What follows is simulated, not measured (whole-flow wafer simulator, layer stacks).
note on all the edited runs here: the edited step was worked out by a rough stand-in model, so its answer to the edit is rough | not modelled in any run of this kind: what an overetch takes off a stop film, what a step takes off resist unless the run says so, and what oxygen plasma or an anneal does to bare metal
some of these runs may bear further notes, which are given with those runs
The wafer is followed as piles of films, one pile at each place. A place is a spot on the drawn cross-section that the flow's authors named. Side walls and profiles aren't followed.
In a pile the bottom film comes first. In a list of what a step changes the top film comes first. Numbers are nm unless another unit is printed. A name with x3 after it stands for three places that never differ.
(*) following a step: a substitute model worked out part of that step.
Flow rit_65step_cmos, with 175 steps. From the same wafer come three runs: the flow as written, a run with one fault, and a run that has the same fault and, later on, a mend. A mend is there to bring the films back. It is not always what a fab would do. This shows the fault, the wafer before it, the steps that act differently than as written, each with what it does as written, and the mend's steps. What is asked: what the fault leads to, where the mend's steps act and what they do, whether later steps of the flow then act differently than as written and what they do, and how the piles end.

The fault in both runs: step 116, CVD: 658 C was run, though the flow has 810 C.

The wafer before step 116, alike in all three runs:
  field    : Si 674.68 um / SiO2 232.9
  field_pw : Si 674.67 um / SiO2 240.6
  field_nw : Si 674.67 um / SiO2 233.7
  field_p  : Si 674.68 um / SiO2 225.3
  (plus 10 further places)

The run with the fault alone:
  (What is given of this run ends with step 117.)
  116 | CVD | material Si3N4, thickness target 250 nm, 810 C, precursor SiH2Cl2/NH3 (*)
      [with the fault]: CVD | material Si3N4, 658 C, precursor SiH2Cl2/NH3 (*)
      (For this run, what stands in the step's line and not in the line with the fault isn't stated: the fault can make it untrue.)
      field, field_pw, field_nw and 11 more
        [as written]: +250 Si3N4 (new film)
        [with the fault]: +13.5 Si3N4 (new film)
  Every later step of the flow up to step 117 that is run acts as written at every place that is followed.
  After step 117, at field, field_pw, field_nw and 11 more, the piles differ from the flow's by more than 2% or 0.5 nm, whichever is larger.
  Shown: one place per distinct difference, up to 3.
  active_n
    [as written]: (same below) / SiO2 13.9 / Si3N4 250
    [with the fault]: (same below) / SiO2 13.9 / Si3N4 13.5
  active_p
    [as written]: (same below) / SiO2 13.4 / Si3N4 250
    [with the fault]: (same below) / SiO2 13.4 / Si3N4 13.5
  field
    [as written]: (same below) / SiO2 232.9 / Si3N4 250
    [with the fault]: (same below) / SiO2 232.9 / Si3N4 13.5

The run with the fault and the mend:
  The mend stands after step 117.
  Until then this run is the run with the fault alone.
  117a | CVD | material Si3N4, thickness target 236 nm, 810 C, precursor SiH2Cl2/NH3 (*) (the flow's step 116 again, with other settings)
      field, field_pw, field_nw and 11 more
        +236 Si3N4
  Every later step of the flow that is run acts as written, at every place that is followed, to within 2% or 0.5 nm, whichever is larger.
  When the end is reached, the piles differ only a little from the flow's at the places that both follow, at most by 2% or 0.5 nm, whichever is larger.
